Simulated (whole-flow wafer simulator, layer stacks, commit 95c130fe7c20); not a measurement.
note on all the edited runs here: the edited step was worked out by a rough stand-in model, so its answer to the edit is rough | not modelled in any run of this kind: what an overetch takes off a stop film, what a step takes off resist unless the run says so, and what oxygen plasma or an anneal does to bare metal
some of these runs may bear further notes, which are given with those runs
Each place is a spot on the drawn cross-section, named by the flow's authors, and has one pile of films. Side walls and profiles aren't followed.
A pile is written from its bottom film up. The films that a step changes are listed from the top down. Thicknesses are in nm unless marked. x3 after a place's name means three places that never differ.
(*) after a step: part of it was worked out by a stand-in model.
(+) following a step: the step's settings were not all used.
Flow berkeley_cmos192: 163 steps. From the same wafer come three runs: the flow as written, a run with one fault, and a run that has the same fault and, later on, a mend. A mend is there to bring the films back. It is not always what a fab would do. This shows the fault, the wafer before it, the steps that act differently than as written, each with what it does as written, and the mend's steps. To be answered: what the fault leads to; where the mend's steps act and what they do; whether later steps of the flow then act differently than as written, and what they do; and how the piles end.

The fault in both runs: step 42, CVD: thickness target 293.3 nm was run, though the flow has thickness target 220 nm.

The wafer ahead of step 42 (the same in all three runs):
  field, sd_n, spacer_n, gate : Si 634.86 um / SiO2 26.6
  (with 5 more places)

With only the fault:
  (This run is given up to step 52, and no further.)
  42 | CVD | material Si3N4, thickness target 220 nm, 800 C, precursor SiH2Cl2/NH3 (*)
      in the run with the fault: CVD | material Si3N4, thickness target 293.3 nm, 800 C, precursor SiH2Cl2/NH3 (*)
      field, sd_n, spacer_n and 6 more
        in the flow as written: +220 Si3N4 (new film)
        in the run with the fault: +293.3 Si3N4 (new film)
  Later steps of the flow acting differently than as written:
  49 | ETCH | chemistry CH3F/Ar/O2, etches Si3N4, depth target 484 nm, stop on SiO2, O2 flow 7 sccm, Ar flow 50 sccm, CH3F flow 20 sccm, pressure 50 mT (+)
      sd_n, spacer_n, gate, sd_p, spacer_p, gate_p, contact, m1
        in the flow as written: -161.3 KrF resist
        in the run with the fault: -210.2 KrF resist
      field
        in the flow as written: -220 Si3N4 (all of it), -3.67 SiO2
        in the run with the fault: -293.3 Si3N4 (all of it), -3.67 SiO2
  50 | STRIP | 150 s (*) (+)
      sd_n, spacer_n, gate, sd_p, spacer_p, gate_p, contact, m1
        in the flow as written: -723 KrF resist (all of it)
        in the run with the fault: -674.2 KrF resist (all of it)
  The piles after step 52 differ from the flow's at sd_n, spacer_n, gate, sd_p, spacer_p, gate_p, contact, m1 by more than 2% or 0.5 nm, whichever is larger.
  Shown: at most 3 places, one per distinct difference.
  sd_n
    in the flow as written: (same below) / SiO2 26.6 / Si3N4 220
    in the run with the fault: (same below) / SiO2 26.6 / Si3N4 293.3

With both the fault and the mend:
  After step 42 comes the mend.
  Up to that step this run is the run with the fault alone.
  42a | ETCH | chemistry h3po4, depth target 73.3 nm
      field, sd_n, spacer_n and 6 more
        -73.3 Si3N4
  Every later step of the flow that is run acts as written at every place that is followed.
  By the end, the piles equal the flow's at every place that both follow.
